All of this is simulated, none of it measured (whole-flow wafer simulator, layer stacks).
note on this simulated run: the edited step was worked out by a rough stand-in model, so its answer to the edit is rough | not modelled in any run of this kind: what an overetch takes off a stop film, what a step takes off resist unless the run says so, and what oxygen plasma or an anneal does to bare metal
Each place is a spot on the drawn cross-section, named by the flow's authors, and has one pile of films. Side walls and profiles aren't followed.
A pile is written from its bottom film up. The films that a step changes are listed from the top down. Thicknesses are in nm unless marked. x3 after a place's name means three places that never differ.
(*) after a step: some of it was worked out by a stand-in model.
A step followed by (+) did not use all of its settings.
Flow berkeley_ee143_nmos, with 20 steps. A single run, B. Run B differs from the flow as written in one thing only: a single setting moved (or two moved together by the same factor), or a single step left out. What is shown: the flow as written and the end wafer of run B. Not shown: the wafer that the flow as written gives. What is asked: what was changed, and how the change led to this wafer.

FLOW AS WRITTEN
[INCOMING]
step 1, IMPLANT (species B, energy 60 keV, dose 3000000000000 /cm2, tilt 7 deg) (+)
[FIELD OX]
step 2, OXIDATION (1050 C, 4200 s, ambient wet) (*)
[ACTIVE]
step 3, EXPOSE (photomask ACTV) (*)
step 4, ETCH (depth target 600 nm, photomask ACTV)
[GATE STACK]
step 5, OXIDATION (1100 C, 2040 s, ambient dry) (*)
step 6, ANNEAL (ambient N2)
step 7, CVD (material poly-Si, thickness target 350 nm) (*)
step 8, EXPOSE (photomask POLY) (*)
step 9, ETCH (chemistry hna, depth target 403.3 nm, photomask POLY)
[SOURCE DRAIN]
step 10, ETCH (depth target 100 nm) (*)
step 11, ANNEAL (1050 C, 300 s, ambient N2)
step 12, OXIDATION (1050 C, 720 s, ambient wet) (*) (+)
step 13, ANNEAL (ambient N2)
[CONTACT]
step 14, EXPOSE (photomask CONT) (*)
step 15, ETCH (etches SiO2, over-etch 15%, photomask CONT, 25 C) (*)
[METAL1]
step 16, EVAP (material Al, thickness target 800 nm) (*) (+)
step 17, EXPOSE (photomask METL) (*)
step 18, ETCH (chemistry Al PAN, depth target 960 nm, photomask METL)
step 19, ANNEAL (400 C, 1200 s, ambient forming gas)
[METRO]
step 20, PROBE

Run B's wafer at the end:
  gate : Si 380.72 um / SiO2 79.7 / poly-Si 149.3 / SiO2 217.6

The reason: step 7, CVD: thickness target 245 nm was run, though the flow has thickness target 350 nm.

Step by step, how the change led to this:
  step 7, CVD (material poly-Si, thickness target 350 nm) (*)
      gate, sd, contact, field: poly-Si gains 245 (new film) (in the flow as written it would be: poly-Si gains 350 (new film))
  step 9, ETCH (chemistry hna, depth target 403.3 nm, photomask POLY)
      sd, contact, field: poly-Si loses 245 (all of it) (in the flow as written it would be: poly-Si loses 350 (all of it))
